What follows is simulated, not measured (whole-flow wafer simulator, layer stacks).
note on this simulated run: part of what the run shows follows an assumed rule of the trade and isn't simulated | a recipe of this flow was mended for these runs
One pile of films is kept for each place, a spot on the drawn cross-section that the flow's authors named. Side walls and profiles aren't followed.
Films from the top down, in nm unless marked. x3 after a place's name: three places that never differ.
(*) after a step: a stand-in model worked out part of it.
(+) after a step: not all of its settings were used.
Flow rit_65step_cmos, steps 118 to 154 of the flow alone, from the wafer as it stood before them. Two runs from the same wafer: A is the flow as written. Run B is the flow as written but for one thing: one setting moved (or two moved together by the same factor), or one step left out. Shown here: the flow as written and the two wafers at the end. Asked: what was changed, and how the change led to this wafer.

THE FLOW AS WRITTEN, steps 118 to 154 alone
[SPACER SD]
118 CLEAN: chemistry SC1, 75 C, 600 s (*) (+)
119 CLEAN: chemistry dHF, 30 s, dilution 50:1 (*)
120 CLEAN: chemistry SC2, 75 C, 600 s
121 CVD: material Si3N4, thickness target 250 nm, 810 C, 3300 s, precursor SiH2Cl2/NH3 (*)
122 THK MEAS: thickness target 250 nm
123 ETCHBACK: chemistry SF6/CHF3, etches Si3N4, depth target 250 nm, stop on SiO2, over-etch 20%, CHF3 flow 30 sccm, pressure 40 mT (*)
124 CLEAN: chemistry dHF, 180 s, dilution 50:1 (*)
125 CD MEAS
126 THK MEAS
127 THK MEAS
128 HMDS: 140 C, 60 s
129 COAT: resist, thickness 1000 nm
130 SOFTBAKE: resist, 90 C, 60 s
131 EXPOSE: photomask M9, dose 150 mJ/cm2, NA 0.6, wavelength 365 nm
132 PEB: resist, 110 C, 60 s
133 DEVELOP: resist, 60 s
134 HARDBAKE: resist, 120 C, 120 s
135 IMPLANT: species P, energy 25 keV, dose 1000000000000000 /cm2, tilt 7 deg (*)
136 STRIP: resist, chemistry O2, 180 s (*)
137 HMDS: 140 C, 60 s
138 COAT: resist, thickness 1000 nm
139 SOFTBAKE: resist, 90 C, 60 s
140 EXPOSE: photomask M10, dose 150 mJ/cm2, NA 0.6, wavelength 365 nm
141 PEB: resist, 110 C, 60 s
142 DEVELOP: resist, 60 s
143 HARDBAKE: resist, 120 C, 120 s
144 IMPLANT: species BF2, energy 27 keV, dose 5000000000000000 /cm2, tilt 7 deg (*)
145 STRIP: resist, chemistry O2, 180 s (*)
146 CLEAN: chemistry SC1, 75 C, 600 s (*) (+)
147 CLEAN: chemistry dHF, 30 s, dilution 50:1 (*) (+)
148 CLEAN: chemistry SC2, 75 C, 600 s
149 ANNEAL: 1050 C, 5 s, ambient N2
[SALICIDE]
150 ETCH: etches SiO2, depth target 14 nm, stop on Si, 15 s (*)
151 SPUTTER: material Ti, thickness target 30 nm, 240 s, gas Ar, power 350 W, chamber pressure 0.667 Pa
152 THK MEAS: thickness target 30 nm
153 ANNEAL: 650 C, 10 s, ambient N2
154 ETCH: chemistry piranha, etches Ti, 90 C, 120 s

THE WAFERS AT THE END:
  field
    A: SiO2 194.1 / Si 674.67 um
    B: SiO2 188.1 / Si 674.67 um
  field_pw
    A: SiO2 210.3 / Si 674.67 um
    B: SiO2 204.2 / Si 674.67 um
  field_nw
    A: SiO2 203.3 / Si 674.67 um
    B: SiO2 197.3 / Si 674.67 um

The cause: step 124, CLEAN: 245 s was run, where the flow has 180 s.

How the change led to this, step by step:
  124 CLEAN: chemistry dHF, 180 s, dilution 50:1 (*)
      field, field_p: A SiO2 -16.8 | B SiO2 -22.8
      field_pw, field_nw: A SiO2 -16.7 | B SiO2 -22.7
      (and at 2 more places)
